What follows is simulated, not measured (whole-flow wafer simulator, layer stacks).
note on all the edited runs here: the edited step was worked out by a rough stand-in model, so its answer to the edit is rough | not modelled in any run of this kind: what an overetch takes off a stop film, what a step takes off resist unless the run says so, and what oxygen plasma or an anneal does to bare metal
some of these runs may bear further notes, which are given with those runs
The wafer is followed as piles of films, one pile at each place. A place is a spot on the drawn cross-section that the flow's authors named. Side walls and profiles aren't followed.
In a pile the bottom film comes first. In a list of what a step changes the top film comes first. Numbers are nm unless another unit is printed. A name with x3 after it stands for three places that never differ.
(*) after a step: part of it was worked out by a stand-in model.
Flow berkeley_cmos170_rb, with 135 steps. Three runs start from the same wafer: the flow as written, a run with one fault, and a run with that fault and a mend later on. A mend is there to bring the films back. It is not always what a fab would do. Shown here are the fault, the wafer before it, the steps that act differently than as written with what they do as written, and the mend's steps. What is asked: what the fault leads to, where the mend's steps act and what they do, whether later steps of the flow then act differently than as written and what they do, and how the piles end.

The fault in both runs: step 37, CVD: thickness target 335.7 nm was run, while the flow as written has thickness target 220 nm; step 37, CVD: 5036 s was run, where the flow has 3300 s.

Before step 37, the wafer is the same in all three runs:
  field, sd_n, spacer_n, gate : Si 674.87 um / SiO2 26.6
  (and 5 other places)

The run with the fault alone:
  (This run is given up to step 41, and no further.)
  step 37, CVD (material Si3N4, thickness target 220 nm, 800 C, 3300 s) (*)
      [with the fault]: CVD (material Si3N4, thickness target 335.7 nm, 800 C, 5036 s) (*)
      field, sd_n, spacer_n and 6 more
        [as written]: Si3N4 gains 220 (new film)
        [with the fault]: Si3N4 gains 335.7 (new film)
  None of the later steps of the flow up to step 41 acts differently than as written at any place that is followed.
  Once step 41 is done, the piles at field, sd_n, spacer_n and 6 more depart from the flow's by more than 2% or 0.5 nm, whichever is larger.
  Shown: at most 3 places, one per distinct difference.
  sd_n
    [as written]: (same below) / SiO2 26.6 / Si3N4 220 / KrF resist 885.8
    [with the fault]: (same below) / SiO2 26.6 / Si3N4 335.7 / KrF resist 885.8
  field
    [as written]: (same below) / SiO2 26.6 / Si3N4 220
    [with the fault]: (same below) / SiO2 26.6 / Si3N4 335.7

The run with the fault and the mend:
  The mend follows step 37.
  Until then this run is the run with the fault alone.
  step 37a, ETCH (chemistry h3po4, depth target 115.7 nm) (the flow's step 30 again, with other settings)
      field, sd_n, spacer_n and 6 more
        Si3N4 loses 115.7
  None of the later steps of the flow acts differently than as written at any place that is followed.
  The piles end the same as the flow's at every place that both follow.
